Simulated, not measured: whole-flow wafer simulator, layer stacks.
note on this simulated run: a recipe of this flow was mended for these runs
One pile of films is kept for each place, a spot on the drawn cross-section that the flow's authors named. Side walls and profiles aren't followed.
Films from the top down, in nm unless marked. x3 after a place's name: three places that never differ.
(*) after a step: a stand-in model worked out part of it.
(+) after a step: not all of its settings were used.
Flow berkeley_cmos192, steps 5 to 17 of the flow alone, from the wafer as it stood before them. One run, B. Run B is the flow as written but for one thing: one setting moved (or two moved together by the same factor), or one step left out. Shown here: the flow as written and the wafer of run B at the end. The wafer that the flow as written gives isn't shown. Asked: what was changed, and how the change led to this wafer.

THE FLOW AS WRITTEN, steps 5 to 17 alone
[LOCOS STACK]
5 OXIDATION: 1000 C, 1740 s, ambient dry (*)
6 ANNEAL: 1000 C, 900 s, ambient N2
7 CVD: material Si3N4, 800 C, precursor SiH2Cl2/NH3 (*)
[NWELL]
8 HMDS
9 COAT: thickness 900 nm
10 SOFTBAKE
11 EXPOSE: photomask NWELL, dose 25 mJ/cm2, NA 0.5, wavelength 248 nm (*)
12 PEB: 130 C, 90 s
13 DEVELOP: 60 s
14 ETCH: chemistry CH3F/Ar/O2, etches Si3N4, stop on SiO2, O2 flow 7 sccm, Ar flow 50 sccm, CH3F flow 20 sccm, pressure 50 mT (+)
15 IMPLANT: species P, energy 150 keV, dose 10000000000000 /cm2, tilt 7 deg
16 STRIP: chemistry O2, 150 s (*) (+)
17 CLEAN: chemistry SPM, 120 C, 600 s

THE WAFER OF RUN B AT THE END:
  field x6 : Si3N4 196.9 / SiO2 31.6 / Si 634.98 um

The cause: step 7, CVD: 792 C was run, where the flow has 800 C.

How the change led to this, step by step:
  7 CVD: material Si3N4, 800 C, precursor SiH2Cl2/NH3 (*)
      field x6, sd_p x3: Si3N4 +196.9 (new film) (as written it would be: Si3N4 +220 (new film))
  14 ETCH: chemistry CH3F/Ar/O2, etches Si3N4, stop on SiO2, O2 flow 7 sccm, Ar flow 50 sccm, CH3F flow 20 sccm, pressure 50 mT (+)
      field x6: KrF-resist -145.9 (as written it would be: KrF-resist -161.3)
      sd_p x3: Si3N4 -196.9 (all of it), SiO2 -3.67 (as written it would be: Si3N4 -220 (all of it), SiO2 -3.67)
  16 STRIP: chemistry O2, 150 s (*) (+)
      field x6: KrF-resist -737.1 (all of it) (as written it would be: KrF-resist -721.7 (all of it))
